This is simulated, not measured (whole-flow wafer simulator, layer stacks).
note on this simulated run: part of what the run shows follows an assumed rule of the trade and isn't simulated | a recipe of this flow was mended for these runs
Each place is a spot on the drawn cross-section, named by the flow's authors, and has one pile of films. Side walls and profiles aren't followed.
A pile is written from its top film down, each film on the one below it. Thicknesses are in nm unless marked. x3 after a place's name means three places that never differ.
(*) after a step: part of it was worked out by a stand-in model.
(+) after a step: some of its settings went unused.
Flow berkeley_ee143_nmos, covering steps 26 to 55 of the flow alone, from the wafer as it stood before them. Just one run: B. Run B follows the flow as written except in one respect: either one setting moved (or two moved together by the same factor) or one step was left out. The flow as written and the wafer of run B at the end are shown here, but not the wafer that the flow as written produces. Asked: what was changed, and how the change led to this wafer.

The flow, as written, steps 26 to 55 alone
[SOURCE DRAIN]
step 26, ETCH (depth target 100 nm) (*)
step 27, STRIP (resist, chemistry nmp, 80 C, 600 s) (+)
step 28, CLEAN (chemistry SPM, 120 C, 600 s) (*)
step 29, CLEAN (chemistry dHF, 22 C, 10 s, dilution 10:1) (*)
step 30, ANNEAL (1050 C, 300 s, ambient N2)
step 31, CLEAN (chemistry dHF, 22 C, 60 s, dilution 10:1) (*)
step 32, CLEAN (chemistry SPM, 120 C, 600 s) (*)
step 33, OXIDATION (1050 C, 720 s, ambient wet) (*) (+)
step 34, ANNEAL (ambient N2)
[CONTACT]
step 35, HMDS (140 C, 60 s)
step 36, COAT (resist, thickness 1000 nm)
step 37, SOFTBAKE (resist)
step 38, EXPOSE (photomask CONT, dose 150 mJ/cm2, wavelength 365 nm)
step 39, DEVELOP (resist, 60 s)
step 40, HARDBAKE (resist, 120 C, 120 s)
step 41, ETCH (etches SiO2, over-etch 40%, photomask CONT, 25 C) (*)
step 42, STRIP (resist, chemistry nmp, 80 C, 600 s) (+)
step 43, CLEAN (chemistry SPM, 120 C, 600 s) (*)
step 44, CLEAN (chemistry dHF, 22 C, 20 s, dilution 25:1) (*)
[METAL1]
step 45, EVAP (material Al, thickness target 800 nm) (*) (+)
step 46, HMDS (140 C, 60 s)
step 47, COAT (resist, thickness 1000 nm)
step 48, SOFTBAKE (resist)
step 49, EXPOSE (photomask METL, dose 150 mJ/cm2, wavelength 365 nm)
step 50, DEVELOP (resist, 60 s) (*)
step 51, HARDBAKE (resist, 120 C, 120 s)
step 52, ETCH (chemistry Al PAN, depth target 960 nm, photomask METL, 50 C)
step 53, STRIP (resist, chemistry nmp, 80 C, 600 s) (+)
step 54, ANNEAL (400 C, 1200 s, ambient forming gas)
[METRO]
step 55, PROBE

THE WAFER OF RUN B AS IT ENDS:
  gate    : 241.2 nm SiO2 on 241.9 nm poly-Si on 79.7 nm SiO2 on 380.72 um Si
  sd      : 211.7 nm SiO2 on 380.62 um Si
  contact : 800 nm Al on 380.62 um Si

What caused this: step 33, OXIDATION: 864 s was run, though the flow has 720 s.

How this came from the change, step by step:
  step 33, OXIDATION (1050 C, 720 s, ambient wet) (*) (+)
      sd, contact: SiO2 gains 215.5 (new film), chemical SiO2 loses 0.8 (all of it), Si loses 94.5 (in the flow as written it would be: SiO2 gains 189.4 (new film), chemical SiO2 loses 0.8 (all of it), Si loses 83)
      gate: SiO2 gains 245 (new film), chemical SiO2 loses 0.8 (all of it), poly-Si loses 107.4 (in the flow as written it would be: SiO2 gains 217.6 (new film), chemical SiO2 loses 0.8 (all of it), poly-Si loses 95.4)
      (and at 1 other place as well)
  step 41, ETCH (etches SiO2, over-etch 40%, photomask CONT, 25 C) (*)
      contact: SiO2 loses 215.5 (all of it) (in the flow as written it would be: SiO2 loses 189.4 (all of it))
